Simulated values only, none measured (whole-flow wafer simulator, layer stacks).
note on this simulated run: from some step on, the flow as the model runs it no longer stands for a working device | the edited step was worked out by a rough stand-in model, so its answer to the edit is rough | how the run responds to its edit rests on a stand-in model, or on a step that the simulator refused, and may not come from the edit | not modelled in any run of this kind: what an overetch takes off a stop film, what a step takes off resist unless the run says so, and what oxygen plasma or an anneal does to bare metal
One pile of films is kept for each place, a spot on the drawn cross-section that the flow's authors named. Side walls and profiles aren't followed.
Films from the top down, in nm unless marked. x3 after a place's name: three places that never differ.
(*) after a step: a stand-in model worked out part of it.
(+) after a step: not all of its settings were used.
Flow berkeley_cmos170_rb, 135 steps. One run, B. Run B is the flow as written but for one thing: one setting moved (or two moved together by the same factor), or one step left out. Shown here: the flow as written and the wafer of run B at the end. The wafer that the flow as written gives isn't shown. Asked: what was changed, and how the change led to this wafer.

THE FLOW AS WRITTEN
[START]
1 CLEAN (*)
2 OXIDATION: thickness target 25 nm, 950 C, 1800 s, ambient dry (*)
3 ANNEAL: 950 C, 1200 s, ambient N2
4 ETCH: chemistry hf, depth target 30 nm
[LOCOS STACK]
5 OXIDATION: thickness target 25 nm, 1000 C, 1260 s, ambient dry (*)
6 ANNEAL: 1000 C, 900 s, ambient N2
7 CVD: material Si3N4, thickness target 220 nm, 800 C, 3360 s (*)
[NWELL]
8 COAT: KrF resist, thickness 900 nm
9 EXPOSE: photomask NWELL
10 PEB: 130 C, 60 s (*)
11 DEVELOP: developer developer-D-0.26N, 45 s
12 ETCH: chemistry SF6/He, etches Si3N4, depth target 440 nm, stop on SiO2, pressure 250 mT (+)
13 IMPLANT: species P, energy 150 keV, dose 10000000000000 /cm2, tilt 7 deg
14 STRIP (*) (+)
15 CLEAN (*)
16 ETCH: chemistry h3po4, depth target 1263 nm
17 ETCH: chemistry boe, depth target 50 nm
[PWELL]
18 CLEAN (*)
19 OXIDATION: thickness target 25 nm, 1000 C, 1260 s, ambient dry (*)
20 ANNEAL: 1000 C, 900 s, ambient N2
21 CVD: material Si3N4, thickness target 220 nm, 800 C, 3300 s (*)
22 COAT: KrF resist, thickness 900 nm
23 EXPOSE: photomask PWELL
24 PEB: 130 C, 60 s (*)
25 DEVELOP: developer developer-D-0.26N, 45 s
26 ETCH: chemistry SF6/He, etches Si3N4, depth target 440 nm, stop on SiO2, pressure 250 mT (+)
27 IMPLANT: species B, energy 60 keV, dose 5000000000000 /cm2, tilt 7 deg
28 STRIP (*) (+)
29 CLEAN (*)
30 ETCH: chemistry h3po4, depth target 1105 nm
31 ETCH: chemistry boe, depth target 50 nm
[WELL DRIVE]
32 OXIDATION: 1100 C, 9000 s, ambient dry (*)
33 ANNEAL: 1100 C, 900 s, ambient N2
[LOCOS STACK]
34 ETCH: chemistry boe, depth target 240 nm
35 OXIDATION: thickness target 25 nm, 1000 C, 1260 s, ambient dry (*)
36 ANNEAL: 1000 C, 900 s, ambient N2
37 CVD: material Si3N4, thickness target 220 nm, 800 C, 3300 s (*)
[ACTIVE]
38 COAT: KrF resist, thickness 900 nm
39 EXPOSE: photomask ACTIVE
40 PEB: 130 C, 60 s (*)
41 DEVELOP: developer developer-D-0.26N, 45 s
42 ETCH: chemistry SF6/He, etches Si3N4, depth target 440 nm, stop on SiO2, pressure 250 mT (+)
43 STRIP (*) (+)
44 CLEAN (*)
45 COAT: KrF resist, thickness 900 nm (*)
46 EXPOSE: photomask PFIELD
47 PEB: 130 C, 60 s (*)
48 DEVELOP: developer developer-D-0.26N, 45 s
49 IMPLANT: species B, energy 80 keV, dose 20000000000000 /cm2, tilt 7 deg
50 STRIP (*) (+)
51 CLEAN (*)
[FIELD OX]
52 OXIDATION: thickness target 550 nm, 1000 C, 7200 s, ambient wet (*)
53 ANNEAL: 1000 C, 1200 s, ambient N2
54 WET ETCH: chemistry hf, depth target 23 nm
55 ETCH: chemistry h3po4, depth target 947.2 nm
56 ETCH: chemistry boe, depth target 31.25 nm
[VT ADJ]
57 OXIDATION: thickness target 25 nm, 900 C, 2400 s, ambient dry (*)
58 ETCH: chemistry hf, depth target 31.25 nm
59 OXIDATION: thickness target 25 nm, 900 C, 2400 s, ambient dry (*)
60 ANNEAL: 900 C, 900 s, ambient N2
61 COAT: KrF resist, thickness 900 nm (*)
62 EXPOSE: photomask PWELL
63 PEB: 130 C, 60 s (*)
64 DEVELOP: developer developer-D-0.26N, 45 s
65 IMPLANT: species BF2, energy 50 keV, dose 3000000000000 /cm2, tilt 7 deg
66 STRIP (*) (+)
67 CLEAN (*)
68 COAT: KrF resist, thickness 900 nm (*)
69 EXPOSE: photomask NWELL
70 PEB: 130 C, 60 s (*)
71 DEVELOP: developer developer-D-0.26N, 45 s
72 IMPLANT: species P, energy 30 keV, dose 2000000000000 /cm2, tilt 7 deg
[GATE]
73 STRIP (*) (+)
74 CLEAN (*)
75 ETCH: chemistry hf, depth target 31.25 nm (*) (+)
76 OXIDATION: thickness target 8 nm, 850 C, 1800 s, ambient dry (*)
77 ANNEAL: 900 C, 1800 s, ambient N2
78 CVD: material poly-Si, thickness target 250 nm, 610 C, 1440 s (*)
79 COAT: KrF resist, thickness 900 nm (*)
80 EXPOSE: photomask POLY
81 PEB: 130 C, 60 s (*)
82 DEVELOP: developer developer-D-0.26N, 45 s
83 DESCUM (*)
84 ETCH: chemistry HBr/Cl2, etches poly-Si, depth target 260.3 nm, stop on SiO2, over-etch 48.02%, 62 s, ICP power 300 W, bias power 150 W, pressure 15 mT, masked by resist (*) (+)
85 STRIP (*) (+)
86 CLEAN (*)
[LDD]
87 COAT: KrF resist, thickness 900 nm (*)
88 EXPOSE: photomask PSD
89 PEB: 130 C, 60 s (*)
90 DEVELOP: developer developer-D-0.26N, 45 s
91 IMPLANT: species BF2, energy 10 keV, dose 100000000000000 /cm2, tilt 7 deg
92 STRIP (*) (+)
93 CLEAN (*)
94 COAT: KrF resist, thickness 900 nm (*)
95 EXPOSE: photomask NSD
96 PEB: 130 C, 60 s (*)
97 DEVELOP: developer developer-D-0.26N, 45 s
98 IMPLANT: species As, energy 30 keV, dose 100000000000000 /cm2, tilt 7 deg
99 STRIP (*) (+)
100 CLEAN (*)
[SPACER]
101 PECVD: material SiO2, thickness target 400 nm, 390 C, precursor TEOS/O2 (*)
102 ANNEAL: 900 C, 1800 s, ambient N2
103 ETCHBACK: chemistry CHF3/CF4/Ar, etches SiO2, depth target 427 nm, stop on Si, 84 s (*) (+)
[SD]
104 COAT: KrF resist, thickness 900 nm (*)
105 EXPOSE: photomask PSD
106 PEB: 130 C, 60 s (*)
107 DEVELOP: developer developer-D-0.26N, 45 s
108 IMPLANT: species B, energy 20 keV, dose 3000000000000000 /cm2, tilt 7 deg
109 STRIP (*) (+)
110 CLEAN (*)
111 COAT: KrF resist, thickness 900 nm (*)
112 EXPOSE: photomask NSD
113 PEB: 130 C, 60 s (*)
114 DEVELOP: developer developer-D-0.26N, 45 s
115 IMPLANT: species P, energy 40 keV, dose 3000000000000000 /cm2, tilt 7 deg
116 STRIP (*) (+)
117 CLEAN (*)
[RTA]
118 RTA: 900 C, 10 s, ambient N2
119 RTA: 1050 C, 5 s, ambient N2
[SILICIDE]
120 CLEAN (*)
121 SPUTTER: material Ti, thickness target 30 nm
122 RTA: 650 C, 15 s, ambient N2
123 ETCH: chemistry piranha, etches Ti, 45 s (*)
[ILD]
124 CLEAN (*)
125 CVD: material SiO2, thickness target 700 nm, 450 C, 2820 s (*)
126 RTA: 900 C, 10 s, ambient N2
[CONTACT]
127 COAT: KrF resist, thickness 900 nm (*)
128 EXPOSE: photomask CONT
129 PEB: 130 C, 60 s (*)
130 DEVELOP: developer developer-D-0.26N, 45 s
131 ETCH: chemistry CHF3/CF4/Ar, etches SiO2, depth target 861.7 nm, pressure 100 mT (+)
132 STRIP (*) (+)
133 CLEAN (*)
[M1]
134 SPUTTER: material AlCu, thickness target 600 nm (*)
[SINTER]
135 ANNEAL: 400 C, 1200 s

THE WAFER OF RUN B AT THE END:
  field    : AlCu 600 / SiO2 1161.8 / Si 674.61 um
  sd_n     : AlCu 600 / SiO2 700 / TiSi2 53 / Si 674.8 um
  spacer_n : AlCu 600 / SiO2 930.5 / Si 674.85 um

The cause: step 35, OXIDATION: 1041 C was run, where the flow has 1000 C.

How the change led to this, step by step:
  35 OXIDATION: thickness target 25 nm, 1000 C, 1260 s, ambient dry (*)
      field, sd_n, spacer_n and 6 more: SiO2 +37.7 (new film), Si -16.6 (as written it would be: SiO2 +26.6 (new film), Si -11.7)
  52 OXIDATION: thickness target 550 nm, 1000 C, 7200 s, ambient wet (*)
      gate: SiO2 +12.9 (new film), Si3N4 -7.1 (as written it would be: SiO2 +12.9 (new film), Si3N4 -7.1, SiO2 +0.08, Si -0.08)
      sd_n: SiO2 +12.9 (new film), Si3N4 -7.1, SiO2 +7.38, Si -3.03 (as written it would be: SiO2 +12.9 (new film), Si3N4 -7.1, SiO2 +2.22, Si -0.84)
      (and at 2 more places)
  56 ETCH: chemistry boe, depth target 31.25 nm
      spacer_n, gate, sd_p, spacer_p, gate_p, contact: SiO2 -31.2 (as written it would be: SiO2 -26.6 (all of it))
      sd_n: SiO2 -31.2 (as written it would be: SiO2 -28.8 (all of it))
      (and at 1 more place)
  57 OXIDATION: thickness target 25 nm, 900 C, 2400 s, ambient dry (*)
      spacer_n, gate, spacer_p, gate_p, contact: SiO2 +12.8, Si -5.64 (as written it would be: SiO2 +15 (new film), Si -6.62)
      sd_n: SiO2 +11.3, Si -4.97 (as written it would be: SiO2 +15 (new film), Si -6.62)
      (and at 2 more places)
  58 ETCH: chemistry hf, depth target 31.25 nm
      spacer_n, gate, spacer_p, gate_p, contact: SiO2 -19.3 (all of it) (as written it would be: SiO2 -15 (all of it))
      sd_n: SiO2 -25.2 (all of it) (as written it would be: SiO2 -15 (all of it))
      (and at 2 more places)
  121 SPUTTER: material Ti, thickness target 30 nm
      sd_n: Ti +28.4 (new film) (as written it would be: Ti +30 (new film))
  122 RTA: 650 C, 15 s, ambient N2
      sd_n: Ti -22.1, TiSi first +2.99 (new film), TiSi2 C49 +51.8 (new film), Si -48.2 (as written it would be: Ti -23.4, TiSi first +6.2 (new film), TiSi2 C49 +50.3 (new film), Si -49)
  126 RTA: 900 C, 10 s, ambient N2
      sd_n: under 1 film: TiSi2 +53 (new film), TiSi first -2.99 (all of it), TiSi2 C49 -51.8 (all of it), Si -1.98 (as written it would be: under 1 film: TiSi2 +56 (new film), TiSi first -6.2 (all of it), TiSi2 C49 -50.3 (all of it), Si -4.12)
